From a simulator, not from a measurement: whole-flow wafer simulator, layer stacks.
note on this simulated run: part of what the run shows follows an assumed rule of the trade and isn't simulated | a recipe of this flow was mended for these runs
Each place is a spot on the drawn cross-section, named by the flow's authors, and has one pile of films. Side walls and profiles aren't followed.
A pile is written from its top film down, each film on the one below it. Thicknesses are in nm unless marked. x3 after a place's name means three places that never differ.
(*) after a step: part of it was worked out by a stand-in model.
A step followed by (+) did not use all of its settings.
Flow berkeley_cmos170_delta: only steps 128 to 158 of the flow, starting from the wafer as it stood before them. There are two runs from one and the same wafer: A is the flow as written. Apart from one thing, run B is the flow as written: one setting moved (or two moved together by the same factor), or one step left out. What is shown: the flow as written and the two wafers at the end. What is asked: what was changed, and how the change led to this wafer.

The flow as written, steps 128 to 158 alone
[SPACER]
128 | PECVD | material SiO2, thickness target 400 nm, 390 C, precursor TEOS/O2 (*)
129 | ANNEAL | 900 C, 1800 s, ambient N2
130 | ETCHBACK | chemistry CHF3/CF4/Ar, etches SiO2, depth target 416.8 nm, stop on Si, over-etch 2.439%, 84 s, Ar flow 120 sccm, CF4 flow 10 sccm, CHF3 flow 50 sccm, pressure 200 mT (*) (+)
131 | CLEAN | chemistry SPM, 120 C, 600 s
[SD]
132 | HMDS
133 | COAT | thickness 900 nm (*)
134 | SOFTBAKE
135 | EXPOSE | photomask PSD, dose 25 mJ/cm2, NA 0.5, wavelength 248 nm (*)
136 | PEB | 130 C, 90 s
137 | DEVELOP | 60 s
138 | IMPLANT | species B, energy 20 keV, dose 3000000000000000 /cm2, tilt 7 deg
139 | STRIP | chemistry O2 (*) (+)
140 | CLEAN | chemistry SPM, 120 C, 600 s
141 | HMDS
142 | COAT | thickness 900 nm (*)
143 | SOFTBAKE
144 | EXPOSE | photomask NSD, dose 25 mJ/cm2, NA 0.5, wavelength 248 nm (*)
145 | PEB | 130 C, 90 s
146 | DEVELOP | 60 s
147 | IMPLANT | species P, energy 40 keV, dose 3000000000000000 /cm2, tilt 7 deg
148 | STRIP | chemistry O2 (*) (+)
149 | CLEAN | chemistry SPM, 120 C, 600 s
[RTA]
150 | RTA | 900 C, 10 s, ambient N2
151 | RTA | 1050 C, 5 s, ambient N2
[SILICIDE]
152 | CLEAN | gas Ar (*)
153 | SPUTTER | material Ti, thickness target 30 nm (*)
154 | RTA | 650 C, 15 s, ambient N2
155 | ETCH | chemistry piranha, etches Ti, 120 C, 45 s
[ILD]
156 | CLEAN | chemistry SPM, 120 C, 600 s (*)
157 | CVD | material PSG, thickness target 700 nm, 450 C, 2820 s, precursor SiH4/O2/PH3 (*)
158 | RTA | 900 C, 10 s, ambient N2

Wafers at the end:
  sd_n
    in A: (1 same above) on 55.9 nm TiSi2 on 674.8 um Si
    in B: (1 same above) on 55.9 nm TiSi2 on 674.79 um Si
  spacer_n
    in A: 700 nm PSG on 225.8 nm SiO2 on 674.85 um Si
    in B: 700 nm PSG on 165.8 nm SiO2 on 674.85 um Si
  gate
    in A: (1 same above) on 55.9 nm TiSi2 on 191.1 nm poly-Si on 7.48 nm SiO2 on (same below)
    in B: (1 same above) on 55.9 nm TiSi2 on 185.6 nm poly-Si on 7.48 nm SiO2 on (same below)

The reason: step 128, PECVD: thickness target 340 nm was run, whereas the flow has thickness target 400 nm.

Step by step, how the change led to this:
  128 | PECVD | material SiO2, thickness target 400 nm, 390 C, precursor TEOS/O2 (*)
      field, sd_n, contact, m1: A +400 SiO2 | B +340 SiO2
      spacer_n, sd_p, spacer_p: A +383.7 SiO2 | B +326.4 SiO2
      (and at 2 other places as well)
  130 | ETCHBACK | chemistry CHF3/CF4/Ar, etches SiO2, depth target 416.8 nm, stop on Si, over-etch 2.439%, 84 s, Ar flow 120 sccm, CF4 flow 10 sccm, CHF3 flow 50 sccm, pressure 200 mT (*) (+)
      sd_n: A -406 SiO2 (all of it), -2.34 Si | B -346 SiO2 (all of it), -7.8 Si
      gate: A -400 SiO2 (all of it), -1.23 chemical SiO2 (all of it), -2.34 poly-Si | B -340 SiO2 (all of it), -1.23 chemical SiO2 (all of it), -7.8 poly-Si
      (and at 4 other places as well)
  133 | COAT | thickness 900 nm (*)
      sd_n: A +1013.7 KrF-resist (new film) | B +981.6 KrF-resist (new film)
      spacer_n: A +801.4 KrF-resist (new film) | B +827 KrF-resist (new film)
      (and at 6 other places as well)
  137 | DEVELOP | 60 s
      sd_p: A -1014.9 KrF-resist (all of it) | B -987.1 KrF-resist (all of it)
      spacer_p: A -792.3 KrF-resist (all of it) | B -820.7 KrF-resist (all of it)
      (and at 1 other place as well)
  139 | STRIP | chemistry O2 (*) (+)
      sd_n: A -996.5 KrF-resist (all of it), +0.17 chemical SiO2, -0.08 Si | B -964.4 KrF-resist (all of it), +0.17 chemical SiO2, -0.07 Si
      spacer_n: A -784.8 KrF-resist (all of it) | B -810.2 KrF-resist (all of it)
      (and at 3 other places as well)
  142 | COAT | thickness 900 nm (*)
      sd_n: A +1013.7 KrF-resist (new film) | B +981.5 KrF-resist (new film)
      spacer_n: A +801.5 KrF-resist (new film) | B +827 KrF-resist (new film)
      (and at 6 other places as well)
  146 | DEVELOP | 60 s
      sd_n: A -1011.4 KrF-resist (all of it) | B -979.3 KrF-resist (all of it)
      spacer_n: A -799.8 KrF-resist (all of it) | B -825.2 KrF-resist (all of it)
      (and at 3 other places as well)
  148 | STRIP | chemistry O2 (*) (+)
      sd_p: A -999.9 KrF-resist (all of it), +0.07 chemical SiO2 | B -972.1 KrF-resist (all of it), +0.07 chemical SiO2
      spacer_p: A -777.5 KrF-resist (all of it) | B -805.8 KrF-resist (all of it)
      (and at 1 other place as well)
  153 | SPUTTER | material Ti, thickness target 30 nm (*)
      sd_p: A +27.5 Ti (new film) | B +28.4 Ti (new film)
  154 | RTA | 650 C, 15 s, ambient N2
      sd_p: A -21.5 Ti, +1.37 TiSi first (new film), +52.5 TiSi2 C49 (new film), -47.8 Si | B -22.1 Ti, +2.98 TiSi first (new film), +51.8 TiSi2 C49 (new film), -48.2 Si
  158 | RTA | 900 C, 10 s, ambient N2
      sd_p: A under 1 film: +51.3 TiSi2 (new film), -1.27 TiSi first (all of it), -52.5 TiSi2 C49 (all of it), -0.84 Si | B under 1 film: +52.8 TiSi2 (new film), -2.88 TiSi first (all of it), -51.8 TiSi2 C49 (all of it), -1.91 Si
